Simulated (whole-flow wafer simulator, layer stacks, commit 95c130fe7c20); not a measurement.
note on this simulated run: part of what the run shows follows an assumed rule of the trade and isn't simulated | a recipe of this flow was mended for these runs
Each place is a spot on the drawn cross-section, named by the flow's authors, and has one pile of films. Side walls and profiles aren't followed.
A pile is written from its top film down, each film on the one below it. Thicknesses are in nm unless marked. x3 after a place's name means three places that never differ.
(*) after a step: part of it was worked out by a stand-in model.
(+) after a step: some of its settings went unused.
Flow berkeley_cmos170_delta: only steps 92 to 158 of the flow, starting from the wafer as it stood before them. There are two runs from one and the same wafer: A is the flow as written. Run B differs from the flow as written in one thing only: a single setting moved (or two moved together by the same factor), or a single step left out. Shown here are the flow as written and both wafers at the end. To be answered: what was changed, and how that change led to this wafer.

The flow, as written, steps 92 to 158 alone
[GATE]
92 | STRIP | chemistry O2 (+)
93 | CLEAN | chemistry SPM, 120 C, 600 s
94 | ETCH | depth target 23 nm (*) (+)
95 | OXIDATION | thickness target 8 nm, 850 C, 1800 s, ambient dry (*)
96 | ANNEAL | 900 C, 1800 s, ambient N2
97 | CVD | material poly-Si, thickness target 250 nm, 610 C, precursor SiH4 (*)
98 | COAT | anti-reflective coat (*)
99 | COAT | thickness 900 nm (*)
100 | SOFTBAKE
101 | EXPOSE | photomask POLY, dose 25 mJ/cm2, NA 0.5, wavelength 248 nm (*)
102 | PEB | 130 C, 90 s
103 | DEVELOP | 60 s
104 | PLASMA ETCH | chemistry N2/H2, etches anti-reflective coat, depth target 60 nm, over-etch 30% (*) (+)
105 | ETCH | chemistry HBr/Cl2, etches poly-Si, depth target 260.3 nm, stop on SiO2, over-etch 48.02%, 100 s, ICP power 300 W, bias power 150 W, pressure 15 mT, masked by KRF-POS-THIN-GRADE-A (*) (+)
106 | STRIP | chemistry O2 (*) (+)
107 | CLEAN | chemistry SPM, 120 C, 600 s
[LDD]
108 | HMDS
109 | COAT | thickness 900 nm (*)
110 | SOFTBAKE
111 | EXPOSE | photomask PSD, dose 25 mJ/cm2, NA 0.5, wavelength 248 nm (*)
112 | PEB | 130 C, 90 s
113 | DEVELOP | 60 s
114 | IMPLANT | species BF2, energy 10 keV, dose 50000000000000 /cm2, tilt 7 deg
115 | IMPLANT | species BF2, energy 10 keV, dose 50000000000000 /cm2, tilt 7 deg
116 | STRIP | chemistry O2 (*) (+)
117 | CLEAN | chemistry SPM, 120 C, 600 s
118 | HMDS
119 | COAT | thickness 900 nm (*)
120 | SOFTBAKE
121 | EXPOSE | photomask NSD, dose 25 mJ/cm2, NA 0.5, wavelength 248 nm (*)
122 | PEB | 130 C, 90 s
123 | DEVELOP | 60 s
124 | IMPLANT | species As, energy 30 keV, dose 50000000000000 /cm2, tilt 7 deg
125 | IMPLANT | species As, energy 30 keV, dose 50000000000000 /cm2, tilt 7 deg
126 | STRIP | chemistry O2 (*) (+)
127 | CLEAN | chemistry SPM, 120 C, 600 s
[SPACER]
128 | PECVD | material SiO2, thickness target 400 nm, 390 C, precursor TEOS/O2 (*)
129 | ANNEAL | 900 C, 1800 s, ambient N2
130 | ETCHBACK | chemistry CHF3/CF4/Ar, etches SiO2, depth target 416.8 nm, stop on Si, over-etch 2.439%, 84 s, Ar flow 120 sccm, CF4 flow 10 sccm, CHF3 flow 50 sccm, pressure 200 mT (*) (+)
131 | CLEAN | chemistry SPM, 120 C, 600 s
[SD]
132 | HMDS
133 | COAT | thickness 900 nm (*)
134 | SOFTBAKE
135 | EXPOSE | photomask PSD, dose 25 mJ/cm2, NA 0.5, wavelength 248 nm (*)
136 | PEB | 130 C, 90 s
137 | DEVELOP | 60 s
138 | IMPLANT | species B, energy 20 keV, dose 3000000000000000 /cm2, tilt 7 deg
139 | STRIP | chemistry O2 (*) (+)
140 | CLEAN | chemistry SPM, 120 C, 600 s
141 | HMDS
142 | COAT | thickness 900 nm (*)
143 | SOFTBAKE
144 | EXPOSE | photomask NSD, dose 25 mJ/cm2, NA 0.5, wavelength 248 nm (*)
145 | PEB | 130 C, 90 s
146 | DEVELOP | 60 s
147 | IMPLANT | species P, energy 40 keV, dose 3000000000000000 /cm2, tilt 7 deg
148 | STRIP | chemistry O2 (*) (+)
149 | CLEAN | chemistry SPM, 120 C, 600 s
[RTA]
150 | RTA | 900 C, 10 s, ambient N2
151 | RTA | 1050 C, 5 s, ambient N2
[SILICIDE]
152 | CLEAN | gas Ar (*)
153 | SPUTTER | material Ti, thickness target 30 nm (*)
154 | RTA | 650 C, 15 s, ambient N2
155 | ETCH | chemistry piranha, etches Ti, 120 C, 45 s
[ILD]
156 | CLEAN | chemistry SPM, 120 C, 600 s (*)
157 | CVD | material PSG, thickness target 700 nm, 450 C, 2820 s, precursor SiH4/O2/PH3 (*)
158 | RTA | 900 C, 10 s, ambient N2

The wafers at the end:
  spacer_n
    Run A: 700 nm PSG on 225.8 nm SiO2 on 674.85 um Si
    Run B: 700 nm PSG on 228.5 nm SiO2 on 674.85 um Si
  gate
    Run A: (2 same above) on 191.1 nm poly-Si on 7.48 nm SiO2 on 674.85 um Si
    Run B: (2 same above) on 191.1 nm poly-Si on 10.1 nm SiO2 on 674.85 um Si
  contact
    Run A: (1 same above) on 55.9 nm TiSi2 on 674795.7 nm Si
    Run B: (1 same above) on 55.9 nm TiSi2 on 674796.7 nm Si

The reason: step 94, ETCH: depth target 10 nm was run, though the flow has depth target 23 nm.

The path from the change to this, step by step:
  94 | ETCH | depth target 23 nm (*) (+)
      sd_n, spacer_n, gate, sd_p, spacer_p, gate_p, contact, m1: A SiO2 loses 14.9 (all of it) | B SiO2 loses 10
      field: A SiO2 loses 23 | B SiO2 loses 10
  95 | OXIDATION | thickness target 8 nm, 850 C, 1800 s, ambient dry (*)
      spacer_n, gate, spacer_p, gate_p, contact, m1: A SiO2 gains 7.48 (new film), Si loses 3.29 | B SiO2 gains 5.19, Si loses 2.29
      sd_n, sd_p: A SiO2 gains 7.48 (new film), Si loses 3.29 | B SiO2 gains 5.19, Si loses 2.28
  98 | COAT | anti-reflective coat (*)
      sd_n: A anti-reflective coat gains 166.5 (new film) | B anti-reflective coat gains 174.5 (new film)
      spacer_n: A anti-reflective coat gains 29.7 (new film) | B anti-reflective coat gains 28 (new film)
      (also at 3 further places)
  104 | PLASMA ETCH | chemistry N2/H2, etches anti-reflective coat, depth target 60 nm, over-etch 30% (*) (+)
      sd_n: A anti-reflective coat loses 166.5 (all of it), poly-Si loses 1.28 | B anti-reflective coat loses 174.5 (all of it), poly-Si loses 1.34
      spacer_n: A anti-reflective coat loses 29.7 (all of it), poly-Si loses 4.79 | B anti-reflective coat loses 28 (all of it), poly-Si loses 5.1
      (also at 1 further place)
  106 | STRIP | chemistry O2 (*) (+)
      gate: A chemical SiO2 gains 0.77 (new film), KrF-resist loses 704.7 (all of it), anti-reflective coat loses 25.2 (all of it), poly-Si loses 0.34 | B chemical SiO2 gains 0.77 (new film), KrF-resist loses 712.7 (all of it), anti-reflective coat loses 23.2 (all of it), poly-Si loses 0.34
      gate_p: A chemical SiO2 gains 0.77 (new film), KrF-resist loses 672.9 (all of it), anti-reflective coat loses 28.2 (all of it), poly-Si loses 0.34 | B chemical SiO2 gains 0.77 (new film), KrF-resist loses 677.5 (all of it), anti-reflective coat loses 27.2 (all of it), poly-Si loses 0.34
  154 | RTA | 650 C, 15 s, ambient N2
      sd_p: A Ti loses 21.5, TiSi first gains 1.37 (new film), TiSi2 C49 gains 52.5 (new film), Si loses 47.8 | B Ti loses 21.2, TiSi first gains 0.81 (new film), TiSi2 C49 gains 52.8 (new film), Si loses 47.7
  158 | RTA | 900 C, 10 s, ambient N2
      sd_p: A under 1 film: TiSi2 gains 51.3 (new film), TiSi first loses 1.27 (all of it), TiSi2 C49 loses 52.5 (all of it), Si loses 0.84 | B under 1 film: TiSi2 gains 50.7 (new film), TiSi first loses 0.71 (all of it), TiSi2 C49 loses 52.8 (all of it), Si loses 0.47
